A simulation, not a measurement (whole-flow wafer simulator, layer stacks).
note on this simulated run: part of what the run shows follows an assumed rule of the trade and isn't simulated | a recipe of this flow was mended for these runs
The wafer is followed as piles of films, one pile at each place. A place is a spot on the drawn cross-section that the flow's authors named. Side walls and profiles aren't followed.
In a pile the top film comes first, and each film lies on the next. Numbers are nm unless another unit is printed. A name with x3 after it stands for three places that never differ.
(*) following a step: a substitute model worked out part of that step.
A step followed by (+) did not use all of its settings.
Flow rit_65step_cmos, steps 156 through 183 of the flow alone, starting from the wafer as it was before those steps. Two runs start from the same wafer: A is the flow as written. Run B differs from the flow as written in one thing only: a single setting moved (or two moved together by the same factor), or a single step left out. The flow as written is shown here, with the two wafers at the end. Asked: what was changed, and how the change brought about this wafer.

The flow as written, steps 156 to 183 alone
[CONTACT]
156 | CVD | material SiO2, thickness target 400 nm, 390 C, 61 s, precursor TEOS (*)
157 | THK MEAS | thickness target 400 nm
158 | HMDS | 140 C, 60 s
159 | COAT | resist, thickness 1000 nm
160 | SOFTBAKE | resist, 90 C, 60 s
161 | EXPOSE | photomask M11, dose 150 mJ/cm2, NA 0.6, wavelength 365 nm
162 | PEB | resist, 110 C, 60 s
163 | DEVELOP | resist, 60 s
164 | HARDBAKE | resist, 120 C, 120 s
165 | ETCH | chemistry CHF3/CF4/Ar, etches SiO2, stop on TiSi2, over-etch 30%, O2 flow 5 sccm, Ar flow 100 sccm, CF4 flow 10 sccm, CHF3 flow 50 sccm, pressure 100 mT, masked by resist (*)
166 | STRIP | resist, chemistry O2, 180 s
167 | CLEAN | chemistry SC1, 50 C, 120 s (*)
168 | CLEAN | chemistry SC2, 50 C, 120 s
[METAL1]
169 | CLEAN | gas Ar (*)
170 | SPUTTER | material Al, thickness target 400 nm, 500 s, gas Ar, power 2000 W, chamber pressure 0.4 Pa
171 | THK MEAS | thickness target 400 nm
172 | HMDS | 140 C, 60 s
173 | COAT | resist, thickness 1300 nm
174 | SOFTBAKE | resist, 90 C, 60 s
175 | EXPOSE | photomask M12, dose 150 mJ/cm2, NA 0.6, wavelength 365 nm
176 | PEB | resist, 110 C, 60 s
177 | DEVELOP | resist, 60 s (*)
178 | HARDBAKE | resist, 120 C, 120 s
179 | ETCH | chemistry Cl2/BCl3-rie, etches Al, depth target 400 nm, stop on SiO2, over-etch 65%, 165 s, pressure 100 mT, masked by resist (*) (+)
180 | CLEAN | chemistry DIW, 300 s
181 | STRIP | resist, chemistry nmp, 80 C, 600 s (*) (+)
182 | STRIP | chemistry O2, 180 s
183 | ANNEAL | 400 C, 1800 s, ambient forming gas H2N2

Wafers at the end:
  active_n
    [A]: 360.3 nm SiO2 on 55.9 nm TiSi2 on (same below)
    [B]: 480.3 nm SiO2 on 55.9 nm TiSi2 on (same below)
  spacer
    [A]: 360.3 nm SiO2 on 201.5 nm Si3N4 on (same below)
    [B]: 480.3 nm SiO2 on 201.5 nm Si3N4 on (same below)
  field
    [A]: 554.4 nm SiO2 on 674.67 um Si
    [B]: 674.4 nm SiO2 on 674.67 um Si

Cause: step 156, CVD: thickness target 520 nm was run, while the flow as written has thickness target 400 nm; step 156, CVD: 79 s was run, where the flow has 61 s.

The path from the change to this, step by step:
  156 | CVD | material SiO2, thickness target 400 nm, 390 C, 61 s, precursor TEOS (*)
      active_n, active_p, gate_n and 7 more: A SiO2 gains 400 (new film) | B SiO2 gains 520 (new film)
      field, field_pw, field_nw, field_p: A SiO2 gains 400 | B SiO2 gains 520
  165 | ETCH | chemistry CHF3/CF4/Ar, etches SiO2, stop on TiSi2, over-etch 30%, O2 flow 5 sccm, Ar flow 100 sccm, CF4 flow 10 sccm, CHF3 flow 50 sccm, pressure 100 mT, masked by resist (*)
      contact: A SiO2 loses 400 (all of it), TiSi2 loses 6 | B SiO2 loses 520 (all of it), TiSi2 loses 7.8
  170 | SPUTTER | material Al, thickness target 400 nm, 500 s, gas Ar, power 2000 W, chamber pressure 0.4 Pa
      contact: A Al gains 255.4 (new film) | B Al gains 222.8 (new film)
  173 | COAT | resist, thickness 1300 nm
      contact: A resist gains 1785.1 (new film) | B resist gains 1917.8 (new film)
  176 | PEB | resist, 110 C, 60 s
      contact: A resist loses 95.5 | B resist loses 103
  178 | HARDBAKE | resist, 120 C, 120 s
      contact: A resist loses 62.1 | B resist loses 67.4
  181 | STRIP | resist, chemistry nmp, 80 C, 600 s (*) (+)
      contact: A resist loses 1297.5 (all of it) | B resist loses 1417.4 (all of it)
